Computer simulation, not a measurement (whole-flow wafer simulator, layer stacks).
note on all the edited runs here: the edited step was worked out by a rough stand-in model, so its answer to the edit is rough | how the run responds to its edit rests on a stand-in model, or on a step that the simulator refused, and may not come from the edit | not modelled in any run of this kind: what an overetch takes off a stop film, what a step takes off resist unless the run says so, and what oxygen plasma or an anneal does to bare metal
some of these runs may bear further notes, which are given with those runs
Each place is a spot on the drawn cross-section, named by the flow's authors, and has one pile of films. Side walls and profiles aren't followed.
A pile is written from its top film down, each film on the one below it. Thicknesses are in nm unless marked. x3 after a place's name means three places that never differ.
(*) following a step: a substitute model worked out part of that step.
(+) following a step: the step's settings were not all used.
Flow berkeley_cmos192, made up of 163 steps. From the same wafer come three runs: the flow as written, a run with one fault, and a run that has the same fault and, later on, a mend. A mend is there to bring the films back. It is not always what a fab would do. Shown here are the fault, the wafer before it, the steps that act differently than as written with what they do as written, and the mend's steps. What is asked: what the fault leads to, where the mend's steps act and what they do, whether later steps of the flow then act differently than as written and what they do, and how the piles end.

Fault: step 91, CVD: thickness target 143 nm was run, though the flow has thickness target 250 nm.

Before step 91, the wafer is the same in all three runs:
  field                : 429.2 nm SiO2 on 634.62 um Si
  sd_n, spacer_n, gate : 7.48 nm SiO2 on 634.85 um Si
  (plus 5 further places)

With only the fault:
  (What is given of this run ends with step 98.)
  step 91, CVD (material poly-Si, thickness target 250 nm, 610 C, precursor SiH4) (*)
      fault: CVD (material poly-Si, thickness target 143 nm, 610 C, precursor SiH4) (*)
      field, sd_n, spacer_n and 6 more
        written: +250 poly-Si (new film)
        fault: +143 poly-Si (new film)
  Steps further on in the flow that do not act as written (2 more steps, not shown, differ only slightly: by at most 2% or 0.5 nm, whichever is larger):
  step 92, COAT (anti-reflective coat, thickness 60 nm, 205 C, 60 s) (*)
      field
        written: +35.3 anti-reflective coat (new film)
        fault: +34.4 anti-reflective coat (new film)
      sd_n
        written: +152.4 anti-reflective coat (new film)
        fault: +148.3 anti-reflective coat (new film)
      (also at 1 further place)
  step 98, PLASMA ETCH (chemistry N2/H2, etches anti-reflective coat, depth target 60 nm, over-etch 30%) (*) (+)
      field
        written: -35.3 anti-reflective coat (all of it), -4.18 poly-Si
        fault: -34.4 anti-reflective coat (all of it), -4.06 poly-Si
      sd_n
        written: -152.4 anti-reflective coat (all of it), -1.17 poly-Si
        fault: -148.3 anti-reflective coat (all of it), -1.14 poly-Si
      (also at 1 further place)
  The piles after step 98 differ from the flow's at field, sd_n, spacer_n and 6 more by more than 2% or 0.5 nm, whichever is larger.
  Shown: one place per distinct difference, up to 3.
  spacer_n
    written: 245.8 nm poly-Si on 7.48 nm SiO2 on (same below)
    fault: 138.9 nm poly-Si on 7.48 nm SiO2 on (same below)
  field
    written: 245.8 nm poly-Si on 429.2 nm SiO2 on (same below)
    fault: 138.9 nm poly-Si on 429.2 nm SiO2 on (same below)
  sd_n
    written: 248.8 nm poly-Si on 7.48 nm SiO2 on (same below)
    fault: 141.9 nm poly-Si on 7.48 nm SiO2 on (same below)

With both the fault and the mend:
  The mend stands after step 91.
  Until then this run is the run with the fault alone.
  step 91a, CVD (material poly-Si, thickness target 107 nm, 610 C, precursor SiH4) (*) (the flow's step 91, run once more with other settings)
      field, sd_n, spacer_n and 6 more
        +107 poly-Si
  None of the later steps of the flow differs from how it acts as written, at any place that is followed, by more than 2% or 0.5 nm, whichever is larger.
  By the end, the piles equal the flow's at every place that both follow.
